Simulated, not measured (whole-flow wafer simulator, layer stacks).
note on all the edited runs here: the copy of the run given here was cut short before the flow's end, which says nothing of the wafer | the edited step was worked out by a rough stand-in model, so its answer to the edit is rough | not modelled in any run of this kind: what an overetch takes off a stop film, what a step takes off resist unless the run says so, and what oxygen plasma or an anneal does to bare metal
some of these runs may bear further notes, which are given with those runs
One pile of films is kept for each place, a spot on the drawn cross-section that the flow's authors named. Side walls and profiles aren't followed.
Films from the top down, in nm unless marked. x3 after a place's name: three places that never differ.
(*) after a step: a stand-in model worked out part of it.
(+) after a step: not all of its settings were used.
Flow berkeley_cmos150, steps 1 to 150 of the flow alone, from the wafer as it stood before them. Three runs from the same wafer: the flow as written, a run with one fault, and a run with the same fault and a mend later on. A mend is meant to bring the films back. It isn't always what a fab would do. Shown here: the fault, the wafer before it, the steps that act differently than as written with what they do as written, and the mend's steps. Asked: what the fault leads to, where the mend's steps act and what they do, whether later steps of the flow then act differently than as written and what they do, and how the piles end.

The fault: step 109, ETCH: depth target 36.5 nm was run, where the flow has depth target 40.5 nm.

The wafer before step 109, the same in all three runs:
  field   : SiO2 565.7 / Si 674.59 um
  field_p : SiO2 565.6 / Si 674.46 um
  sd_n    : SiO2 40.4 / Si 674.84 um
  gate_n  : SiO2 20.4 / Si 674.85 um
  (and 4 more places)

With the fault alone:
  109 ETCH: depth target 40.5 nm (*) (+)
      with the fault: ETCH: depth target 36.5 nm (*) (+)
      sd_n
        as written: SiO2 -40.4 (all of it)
        with the fault: SiO2 -36.5
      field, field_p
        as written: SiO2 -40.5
        with the fault: SiO2 -36.5
  Later steps of the flow that act differently than as written (16 more steps differ only slightly, by at most 2% or 0.5 nm, whichever is larger, and aren't shown):
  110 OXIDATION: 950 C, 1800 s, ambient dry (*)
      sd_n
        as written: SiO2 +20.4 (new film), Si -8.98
        with the fault: SiO2 +17.9, Si -7.88
  At the end the piles differ from the flow's by more than 2% or 0.5 nm, whichever is larger, at sd_n.
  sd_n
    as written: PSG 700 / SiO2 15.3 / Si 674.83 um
    with the fault: PSG 700 / SiO2 16.8 / Si 674.83 um

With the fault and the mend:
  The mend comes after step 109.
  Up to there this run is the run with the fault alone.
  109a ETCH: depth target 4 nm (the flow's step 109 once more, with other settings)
      field, field_p
        SiO2 -4
      sd_n
        SiO2 -3.94 (all of it)
  No later step of the flow acts differently than as written, at any place that is followed, by more than 2% or 0.5 nm, whichever is larger.
  At the end the piles are the same as the flow's at every place that both follow.
